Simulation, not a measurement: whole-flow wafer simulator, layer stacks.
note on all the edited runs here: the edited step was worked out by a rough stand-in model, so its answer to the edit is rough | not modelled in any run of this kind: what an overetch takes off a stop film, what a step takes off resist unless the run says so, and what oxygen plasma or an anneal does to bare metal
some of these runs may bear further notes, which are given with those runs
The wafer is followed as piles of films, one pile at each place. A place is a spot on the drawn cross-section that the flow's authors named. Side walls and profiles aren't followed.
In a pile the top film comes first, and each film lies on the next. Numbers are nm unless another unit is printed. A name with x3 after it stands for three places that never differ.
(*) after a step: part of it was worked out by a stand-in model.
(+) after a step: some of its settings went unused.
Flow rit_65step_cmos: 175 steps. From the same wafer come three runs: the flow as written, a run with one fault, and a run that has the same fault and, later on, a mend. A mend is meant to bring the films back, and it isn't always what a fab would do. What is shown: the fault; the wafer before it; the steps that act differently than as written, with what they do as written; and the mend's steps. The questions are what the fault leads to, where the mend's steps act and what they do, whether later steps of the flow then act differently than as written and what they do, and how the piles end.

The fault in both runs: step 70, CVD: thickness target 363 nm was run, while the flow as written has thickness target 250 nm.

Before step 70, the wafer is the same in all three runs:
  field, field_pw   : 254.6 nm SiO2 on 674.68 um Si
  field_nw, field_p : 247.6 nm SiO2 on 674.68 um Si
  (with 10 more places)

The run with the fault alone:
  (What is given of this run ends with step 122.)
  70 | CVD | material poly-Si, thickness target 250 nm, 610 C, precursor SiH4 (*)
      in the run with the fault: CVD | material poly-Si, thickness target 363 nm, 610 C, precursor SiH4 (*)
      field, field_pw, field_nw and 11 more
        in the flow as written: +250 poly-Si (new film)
        in the run with the fault: +363 poly-Si (new film)
  Steps further on in the flow that do not act as written (3 more steps, not shown, differ only slightly: by at most 2% or 0.5 nm, whichever is larger):
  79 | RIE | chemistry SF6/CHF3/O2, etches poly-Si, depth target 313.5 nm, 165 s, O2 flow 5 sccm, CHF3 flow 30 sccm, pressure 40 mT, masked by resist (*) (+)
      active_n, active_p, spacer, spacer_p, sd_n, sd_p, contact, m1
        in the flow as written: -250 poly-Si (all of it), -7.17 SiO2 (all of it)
        in the run with the fault: -313.5 poly-Si
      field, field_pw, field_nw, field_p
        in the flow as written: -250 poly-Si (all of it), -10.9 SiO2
        in the run with the fault: -313.5 poly-Si
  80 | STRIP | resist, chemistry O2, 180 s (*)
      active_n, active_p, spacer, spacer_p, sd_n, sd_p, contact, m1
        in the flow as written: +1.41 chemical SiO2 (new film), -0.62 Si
        in the run with the fault: +1.41 chemical SiO2 (new film), -0.62 poly-Si
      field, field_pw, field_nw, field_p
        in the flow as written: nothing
        in the run with the fault: +1.41 chemical SiO2 (new film), -0.62 poly-Si
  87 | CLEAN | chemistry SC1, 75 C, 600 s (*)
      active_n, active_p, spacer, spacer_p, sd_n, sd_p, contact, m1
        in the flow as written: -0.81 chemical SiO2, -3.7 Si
        in the run with the fault: -0.81 chemical SiO2, -3.7 poly-Si
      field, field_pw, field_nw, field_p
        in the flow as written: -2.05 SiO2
        in the run with the fault: -0.81 chemical SiO2, -3.7 poly-Si
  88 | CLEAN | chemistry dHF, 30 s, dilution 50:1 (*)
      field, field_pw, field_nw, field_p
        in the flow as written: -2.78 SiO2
        in the run with the fault: -0.6 chemical SiO2 (all of it)
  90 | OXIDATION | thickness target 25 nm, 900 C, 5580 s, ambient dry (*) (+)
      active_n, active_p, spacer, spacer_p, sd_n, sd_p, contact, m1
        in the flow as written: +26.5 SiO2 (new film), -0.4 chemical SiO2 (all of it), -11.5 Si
        in the run with the fault: +28.9 SiO2 (new film), -0.4 chemical SiO2 (all of it), -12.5 poly-Si
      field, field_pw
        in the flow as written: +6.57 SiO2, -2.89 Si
        in the run with the fault: +28.9 SiO2 (new film), -0.4 chemical SiO2 (all of it), -12.5 poly-Si
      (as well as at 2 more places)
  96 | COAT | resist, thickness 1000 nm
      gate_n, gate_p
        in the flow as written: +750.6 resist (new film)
        in the run with the fault: +700.9 resist (new film)
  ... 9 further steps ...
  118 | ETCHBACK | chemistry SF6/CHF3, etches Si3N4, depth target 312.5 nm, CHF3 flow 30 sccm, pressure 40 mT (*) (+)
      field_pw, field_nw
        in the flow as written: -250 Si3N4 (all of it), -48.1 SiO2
        in the run with the fault: -250 Si3N4 (all of it), -24.1 SiO2 (all of it), -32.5 poly-Si (all of it), -8.29 SiO2
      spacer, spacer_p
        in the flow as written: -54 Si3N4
        in the run with the fault: +0.96 Si3N4
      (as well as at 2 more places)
  The piles after step 122 differ from the flow's at field, field_pw, field_nw, field_p, gate_n, gate_p, spacer, spacer_p by more than 2% or 0.5 nm, whichever is larger.
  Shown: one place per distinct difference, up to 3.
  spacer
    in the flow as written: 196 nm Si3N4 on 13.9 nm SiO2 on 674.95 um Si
    in the run with the fault: 251 nm Si3N4 on 16.3 nm SiO2 on 32.5 nm poly-Si on 7.17 nm SiO2 on 674.97 um Si
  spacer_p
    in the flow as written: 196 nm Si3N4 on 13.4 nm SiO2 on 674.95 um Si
    in the run with the fault: 251 nm Si3N4 on 15.7 nm SiO2 on 32.5 nm poly-Si on 7.17 nm SiO2 on 674.97 um Si
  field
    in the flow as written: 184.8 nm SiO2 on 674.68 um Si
    in the run with the fault: 238.6 nm SiO2 on 674.68 um Si

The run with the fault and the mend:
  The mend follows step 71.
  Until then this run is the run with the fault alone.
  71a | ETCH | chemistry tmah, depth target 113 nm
      field, field_pw, field_nw and 11 more
        -113 poly-Si
  Every later step of the flow that is run acts as written at every place that is followed.
  At every place that both follow, the piles at the end match the flow's.
